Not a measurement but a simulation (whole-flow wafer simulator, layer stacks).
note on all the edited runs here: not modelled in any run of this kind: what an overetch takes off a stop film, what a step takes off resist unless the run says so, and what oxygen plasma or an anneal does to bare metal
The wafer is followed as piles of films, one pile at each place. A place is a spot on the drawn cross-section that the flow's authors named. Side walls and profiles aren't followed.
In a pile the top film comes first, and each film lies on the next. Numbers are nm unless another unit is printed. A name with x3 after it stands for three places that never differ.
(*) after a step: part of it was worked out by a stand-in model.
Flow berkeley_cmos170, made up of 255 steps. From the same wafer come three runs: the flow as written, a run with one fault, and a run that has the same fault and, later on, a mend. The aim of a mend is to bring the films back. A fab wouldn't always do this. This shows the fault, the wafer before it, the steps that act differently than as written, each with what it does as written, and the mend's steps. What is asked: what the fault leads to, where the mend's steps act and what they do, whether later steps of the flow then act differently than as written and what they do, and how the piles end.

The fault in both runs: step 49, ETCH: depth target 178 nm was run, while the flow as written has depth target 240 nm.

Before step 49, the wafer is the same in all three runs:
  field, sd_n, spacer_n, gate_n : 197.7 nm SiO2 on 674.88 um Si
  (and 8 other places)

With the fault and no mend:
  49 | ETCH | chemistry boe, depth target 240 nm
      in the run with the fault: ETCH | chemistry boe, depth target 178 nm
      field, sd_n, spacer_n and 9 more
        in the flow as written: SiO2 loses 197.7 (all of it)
        in the run with the fault: SiO2 loses 178
  Later steps of the flow acting differently than as written:
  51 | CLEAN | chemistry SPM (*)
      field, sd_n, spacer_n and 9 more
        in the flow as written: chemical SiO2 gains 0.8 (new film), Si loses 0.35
        in the run with the fault: nothing
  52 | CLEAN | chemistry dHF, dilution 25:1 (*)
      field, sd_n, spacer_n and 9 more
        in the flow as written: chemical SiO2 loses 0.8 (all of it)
        in the run with the fault: SiO2 loses 19.6 (all of it)
  The piles end only slightly different from the flow's at the places that both follow, by no more than 2% or 0.5 nm, whichever is larger.

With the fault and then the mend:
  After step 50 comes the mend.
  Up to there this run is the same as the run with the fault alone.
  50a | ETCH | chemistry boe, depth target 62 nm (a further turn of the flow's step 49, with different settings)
      field, sd_n, spacer_n and 9 more
        SiO2 loses 19.6 (all of it)
  Every later step of the flow that is run acts as written at every place that is followed.
  By the end, the piles equal the flow's at every place that both follow.
